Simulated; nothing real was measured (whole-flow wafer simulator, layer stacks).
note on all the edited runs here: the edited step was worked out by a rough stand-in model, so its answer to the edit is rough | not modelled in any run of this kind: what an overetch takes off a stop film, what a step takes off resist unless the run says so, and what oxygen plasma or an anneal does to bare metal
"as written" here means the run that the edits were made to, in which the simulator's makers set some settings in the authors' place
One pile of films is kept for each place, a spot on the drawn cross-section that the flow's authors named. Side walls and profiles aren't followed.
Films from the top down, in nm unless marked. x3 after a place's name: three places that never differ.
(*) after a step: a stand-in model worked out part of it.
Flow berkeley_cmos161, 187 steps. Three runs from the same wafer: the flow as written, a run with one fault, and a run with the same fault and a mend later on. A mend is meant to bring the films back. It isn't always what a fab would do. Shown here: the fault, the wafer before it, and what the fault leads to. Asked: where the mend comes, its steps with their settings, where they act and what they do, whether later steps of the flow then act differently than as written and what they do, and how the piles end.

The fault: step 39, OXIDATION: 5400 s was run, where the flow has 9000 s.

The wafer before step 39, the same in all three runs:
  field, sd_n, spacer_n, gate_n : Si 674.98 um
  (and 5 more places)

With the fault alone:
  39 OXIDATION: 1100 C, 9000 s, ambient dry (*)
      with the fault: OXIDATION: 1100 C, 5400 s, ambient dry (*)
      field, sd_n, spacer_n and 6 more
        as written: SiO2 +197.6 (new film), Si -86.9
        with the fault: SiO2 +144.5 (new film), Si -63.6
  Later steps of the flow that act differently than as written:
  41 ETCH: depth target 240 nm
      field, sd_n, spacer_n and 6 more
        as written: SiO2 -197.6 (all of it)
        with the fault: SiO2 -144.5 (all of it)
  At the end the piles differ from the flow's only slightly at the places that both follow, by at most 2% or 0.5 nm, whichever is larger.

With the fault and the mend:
  The mend comes after step 39.
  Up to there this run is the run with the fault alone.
  39a OXIDATION: 1100 C, 3600 s, ambient dry (*) (the flow's step 39 once more, with other settings)
      field, sd_n, spacer_n and 6 more
        SiO2 +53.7, Si -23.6
  No later step of the flow acts differently than as written, at any place that is followed, by more than 2% or 0.5 nm, whichever is larger.
  At the end the piles differ from the flow's only slightly at the places that both follow, by at most 2% or 0.5 nm, whichever is larger.
